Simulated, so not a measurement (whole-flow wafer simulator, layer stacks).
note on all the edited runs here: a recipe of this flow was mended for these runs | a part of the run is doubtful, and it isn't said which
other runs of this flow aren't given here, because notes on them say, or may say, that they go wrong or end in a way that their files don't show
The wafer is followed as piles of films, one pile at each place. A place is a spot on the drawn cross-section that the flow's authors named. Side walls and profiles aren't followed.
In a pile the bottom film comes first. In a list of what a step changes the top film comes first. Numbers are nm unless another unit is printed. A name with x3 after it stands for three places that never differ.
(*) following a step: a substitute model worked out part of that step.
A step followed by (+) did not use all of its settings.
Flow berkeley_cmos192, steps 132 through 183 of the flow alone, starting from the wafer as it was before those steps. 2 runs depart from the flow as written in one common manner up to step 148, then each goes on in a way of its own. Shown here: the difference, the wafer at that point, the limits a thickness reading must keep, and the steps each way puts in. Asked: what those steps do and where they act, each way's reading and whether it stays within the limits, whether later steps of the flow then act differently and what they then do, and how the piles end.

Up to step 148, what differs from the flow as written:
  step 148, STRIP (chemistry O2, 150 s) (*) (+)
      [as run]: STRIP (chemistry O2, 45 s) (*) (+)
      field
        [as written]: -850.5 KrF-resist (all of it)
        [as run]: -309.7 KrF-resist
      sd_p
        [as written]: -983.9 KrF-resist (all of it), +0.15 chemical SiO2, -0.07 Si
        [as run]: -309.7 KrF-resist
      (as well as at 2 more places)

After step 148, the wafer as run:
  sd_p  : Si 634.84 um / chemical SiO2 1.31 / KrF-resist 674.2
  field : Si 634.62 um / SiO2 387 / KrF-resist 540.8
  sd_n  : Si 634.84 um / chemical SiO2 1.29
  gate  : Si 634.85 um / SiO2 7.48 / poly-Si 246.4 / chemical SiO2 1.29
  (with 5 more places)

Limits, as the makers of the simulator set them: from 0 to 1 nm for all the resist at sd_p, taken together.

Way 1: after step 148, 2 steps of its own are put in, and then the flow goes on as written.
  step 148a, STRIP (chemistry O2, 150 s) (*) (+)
      sd_n, contact, m1
        +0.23 chemical SiO2, -0.1 Si
      field
        -540.8 KrF-resist (all of it)
      gate
        +0.23 chemical SiO2, -0.1 poly-Si
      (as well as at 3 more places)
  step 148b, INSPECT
      does not change any film at any place that is followed
  Reading after step 148b: 0 nm, inside the limits.
  None of the later steps of the flow differs from how it acts as written, at any place that is followed, by more than 2% or 0.5 nm, whichever is larger.
  The piles end the same as the flow's at every place that both follow.

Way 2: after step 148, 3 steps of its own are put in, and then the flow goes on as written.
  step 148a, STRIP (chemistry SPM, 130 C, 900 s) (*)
      field
        -540.8 KrF-resist (all of it)
      sd_p
        -674.2 KrF-resist (all of it)
      spacer_p
        -453.9 KrF-resist (all of it)
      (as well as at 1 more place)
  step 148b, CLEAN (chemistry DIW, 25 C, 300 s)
      does not change any film at any place that is followed
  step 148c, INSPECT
      does not change any film at any place that is followed
  Reading after step 148c: 0 nm, inside the limits.
  None of the later steps of the flow differs from how it acts as written, at any place that is followed, by more than 2% or 0.5 nm, whichever is larger.
  At the end the piles are close to the flow's at the places that both follow, differing by at most 2% or 0.5 nm, whichever is larger.

Staying within the limits: way 1, way 2.
